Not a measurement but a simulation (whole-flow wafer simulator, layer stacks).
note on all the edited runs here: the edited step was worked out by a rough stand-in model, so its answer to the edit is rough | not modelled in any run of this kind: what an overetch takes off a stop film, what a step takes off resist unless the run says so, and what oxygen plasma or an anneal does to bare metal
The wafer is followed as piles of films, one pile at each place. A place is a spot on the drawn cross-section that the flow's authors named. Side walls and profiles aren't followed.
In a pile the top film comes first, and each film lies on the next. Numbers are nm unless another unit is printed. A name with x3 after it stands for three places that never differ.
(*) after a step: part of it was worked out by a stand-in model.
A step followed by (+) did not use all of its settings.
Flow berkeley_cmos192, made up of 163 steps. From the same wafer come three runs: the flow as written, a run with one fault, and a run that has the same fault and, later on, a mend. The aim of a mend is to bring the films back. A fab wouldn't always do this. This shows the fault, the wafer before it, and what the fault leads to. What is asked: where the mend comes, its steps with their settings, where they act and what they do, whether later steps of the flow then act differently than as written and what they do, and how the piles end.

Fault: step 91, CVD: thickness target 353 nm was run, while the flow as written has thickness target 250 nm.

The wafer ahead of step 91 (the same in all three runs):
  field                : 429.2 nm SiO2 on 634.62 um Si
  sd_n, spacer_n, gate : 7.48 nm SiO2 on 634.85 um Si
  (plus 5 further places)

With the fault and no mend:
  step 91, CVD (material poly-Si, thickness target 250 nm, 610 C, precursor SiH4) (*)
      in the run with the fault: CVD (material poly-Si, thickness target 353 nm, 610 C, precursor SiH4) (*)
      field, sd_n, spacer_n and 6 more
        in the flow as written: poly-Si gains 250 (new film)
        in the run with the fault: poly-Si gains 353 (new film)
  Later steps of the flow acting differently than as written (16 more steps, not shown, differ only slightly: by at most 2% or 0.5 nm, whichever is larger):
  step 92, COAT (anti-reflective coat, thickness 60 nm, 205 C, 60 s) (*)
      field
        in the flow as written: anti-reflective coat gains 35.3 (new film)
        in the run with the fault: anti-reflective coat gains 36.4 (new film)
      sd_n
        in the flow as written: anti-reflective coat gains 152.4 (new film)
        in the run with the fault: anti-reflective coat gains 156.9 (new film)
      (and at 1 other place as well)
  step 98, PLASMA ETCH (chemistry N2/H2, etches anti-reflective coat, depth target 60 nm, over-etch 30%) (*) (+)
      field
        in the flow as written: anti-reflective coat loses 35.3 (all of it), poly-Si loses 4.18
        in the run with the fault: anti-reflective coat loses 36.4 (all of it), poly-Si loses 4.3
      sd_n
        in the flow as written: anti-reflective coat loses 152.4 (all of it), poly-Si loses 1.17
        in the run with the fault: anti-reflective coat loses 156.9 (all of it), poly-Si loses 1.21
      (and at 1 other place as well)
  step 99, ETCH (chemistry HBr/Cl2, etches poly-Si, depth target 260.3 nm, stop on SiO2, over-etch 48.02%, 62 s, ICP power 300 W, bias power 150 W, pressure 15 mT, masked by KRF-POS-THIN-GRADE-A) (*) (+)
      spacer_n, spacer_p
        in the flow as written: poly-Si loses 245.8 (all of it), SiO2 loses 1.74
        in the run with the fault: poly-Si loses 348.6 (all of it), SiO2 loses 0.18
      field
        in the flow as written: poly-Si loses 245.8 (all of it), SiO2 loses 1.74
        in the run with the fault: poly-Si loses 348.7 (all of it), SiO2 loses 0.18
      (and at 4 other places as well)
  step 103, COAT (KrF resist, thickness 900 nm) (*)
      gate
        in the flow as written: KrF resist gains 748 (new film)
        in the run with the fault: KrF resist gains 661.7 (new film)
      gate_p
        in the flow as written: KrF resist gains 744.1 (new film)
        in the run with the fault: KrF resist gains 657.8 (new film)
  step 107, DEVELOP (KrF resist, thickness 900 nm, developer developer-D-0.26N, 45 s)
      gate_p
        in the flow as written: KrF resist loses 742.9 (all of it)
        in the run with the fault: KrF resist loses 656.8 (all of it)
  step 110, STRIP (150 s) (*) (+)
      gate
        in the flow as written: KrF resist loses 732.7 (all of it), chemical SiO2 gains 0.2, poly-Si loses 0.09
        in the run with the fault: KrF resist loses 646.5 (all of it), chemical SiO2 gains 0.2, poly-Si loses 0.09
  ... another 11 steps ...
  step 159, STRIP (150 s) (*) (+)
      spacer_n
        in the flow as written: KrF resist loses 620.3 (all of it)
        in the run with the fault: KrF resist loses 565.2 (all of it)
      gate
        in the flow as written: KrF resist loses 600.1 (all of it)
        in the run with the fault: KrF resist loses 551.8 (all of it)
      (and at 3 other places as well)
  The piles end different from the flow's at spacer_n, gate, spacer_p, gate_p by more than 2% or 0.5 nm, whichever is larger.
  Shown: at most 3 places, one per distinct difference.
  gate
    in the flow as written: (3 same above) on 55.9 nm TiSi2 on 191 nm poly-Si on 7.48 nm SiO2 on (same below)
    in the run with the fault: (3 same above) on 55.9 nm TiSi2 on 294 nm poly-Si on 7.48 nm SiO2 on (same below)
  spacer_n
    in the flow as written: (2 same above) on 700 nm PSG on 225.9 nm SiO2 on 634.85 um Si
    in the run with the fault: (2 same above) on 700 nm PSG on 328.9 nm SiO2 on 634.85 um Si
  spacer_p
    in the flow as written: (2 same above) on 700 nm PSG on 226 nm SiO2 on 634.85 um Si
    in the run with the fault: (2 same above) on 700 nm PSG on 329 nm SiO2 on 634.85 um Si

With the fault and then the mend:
  After step 91 comes the mend.
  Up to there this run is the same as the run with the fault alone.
  step 91a, ETCH (chemistry tmah, depth target 405.9 nm)
      field, sd_n, spacer_n and 6 more
        poly-Si loses 353 (all of it)
  step 91b, CLEAN (chemistry SPM) (the flow's step 87 again)
      does not change any film at any place that is followed
  step 91c, CVD (material poly-Si, thickness target 250 nm, 610 C, precursor SiH4) (*) (the flow's step 91 again)
      field, sd_n, spacer_n and 6 more
        poly-Si gains 250 (new film)
  Every later step of the flow that is run acts as written at every place that is followed.
  At every place that both follow, the piles at the end match the flow's.
